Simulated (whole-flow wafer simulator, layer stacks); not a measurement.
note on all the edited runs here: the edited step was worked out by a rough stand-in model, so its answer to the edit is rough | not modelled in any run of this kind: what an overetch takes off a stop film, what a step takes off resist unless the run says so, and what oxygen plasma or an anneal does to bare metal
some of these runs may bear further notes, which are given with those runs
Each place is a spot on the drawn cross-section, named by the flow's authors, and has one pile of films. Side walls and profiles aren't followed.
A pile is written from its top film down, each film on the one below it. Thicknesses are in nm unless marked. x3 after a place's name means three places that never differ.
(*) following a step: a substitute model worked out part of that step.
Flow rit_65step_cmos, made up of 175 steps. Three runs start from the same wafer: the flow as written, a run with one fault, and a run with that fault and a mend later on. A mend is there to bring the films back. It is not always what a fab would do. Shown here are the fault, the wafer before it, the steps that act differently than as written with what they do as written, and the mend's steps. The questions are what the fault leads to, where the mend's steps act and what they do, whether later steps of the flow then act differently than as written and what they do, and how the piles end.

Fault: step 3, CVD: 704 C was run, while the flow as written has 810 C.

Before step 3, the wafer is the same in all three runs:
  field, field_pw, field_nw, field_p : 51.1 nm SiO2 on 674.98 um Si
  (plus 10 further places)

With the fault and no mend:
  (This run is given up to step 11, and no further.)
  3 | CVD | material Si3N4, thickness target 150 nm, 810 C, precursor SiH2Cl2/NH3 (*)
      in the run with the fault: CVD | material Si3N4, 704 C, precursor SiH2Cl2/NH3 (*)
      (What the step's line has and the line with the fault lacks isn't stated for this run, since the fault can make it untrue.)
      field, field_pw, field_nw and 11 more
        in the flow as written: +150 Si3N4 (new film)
        in the run with the fault: +23.7 Si3N4 (new film)
  Every later step of the flow up to step 11 that is run acts as written at every place that is followed.
  Once step 11 is done, the piles at field, field_pw, field_nw and 11 more depart from the flow's by more than 2% or 0.5 nm, whichever is larger.
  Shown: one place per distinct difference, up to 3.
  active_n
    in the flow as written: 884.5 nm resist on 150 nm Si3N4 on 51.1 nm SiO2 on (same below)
    in the run with the fault: 884.5 nm resist on 23.7 nm Si3N4 on 51.1 nm SiO2 on (same below)
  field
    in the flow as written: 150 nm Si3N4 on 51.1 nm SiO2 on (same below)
    in the run with the fault: 23.7 nm Si3N4 on 51.1 nm SiO2 on (same below)

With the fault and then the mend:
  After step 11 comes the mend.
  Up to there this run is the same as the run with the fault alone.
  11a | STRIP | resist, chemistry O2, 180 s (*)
      active_n, active_p, gate_n and 7 more
        -884.5 resist (all of it)
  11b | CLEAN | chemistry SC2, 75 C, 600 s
      leaves every film unchanged at each place that is followed
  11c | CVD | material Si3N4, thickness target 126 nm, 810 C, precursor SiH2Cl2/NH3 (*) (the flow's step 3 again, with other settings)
      field, field_pw, field_nw and 11 more
        +126 Si3N4
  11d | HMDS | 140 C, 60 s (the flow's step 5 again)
      leaves every film unchanged at each place that is followed
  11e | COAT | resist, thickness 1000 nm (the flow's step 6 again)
      field, field_pw, field_nw and 11 more
        +1000 resist (new film)
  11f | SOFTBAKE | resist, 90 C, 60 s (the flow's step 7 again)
      leaves every film unchanged at each place that is followed
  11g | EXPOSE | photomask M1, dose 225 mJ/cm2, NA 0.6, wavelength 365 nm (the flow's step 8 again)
      leaves every film unchanged at each place that is followed
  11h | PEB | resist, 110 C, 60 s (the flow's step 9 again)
      field, field_pw, field_nw and 11 more
        -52 resist
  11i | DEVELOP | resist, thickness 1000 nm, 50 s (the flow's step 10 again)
      field, field_pw, field_nw, field_p
        -948 resist (all of it)
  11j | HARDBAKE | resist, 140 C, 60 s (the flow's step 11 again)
      active_n, active_p, gate_n and 7 more
        -63.5 resist
  Every later step of the flow that is run acts as written, at every place that is followed, to within 2% or 0.5 nm, whichever is larger.
  At every place that both follow, the piles at the end match the flow's.
